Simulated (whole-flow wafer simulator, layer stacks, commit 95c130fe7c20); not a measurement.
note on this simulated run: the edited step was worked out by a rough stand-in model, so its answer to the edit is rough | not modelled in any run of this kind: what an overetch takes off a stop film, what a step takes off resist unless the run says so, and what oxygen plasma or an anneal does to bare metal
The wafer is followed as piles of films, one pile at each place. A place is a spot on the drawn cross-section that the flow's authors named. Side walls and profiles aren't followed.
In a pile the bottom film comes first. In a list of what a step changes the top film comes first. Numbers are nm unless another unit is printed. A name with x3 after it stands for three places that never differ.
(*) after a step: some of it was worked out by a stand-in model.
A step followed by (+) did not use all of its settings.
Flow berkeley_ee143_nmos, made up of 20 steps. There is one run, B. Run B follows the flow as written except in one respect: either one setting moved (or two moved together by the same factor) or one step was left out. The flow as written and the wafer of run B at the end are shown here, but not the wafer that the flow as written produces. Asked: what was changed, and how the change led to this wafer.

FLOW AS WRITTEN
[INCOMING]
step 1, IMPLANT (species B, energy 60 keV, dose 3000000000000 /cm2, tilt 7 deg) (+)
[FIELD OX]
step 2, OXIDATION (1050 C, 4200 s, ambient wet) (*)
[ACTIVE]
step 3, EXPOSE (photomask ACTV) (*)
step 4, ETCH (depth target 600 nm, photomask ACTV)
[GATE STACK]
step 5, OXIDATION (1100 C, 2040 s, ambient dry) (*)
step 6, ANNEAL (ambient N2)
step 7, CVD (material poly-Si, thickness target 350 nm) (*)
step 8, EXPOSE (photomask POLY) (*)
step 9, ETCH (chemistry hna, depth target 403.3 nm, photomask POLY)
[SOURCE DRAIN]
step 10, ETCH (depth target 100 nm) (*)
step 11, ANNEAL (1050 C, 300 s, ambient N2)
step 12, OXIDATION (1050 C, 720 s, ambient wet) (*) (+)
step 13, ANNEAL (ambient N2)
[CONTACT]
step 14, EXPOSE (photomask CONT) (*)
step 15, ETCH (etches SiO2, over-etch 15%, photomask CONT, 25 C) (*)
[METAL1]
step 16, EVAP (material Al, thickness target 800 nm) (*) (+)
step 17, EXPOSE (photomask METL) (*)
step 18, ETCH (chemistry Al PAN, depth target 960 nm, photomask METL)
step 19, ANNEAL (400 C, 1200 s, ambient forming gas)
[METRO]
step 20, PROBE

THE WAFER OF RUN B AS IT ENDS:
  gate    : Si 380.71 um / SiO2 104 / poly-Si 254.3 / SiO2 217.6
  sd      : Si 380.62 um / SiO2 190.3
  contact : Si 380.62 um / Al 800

Cause: step 5, OXIDATION: 3162 s was run, while the flow as written has 2040 s.

The path from the change to this, step by step:
  step 5, OXIDATION (1100 C, 2040 s, ambient dry) (*)
      gate, sd, contact: +104 SiO2 (new film), -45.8 Si (as written it would have been: +79.7 SiO2 (new film), -35.1 Si)
      field: +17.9 SiO2, -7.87 Si (as written it would have been: +11.6 SiO2, -5.1 Si)
  step 10, ETCH (depth target 100 nm) (*)
      sd, contact: -100 SiO2 (as written it would have been: -79.7 SiO2 (all of it))
  step 12, OXIDATION (1050 C, 720 s, ambient wet) (*) (+)
      sd, contact: +186.3 SiO2, -82 Si (as written it would have been: +189.4 SiO2 (new film), -83.4 Si)
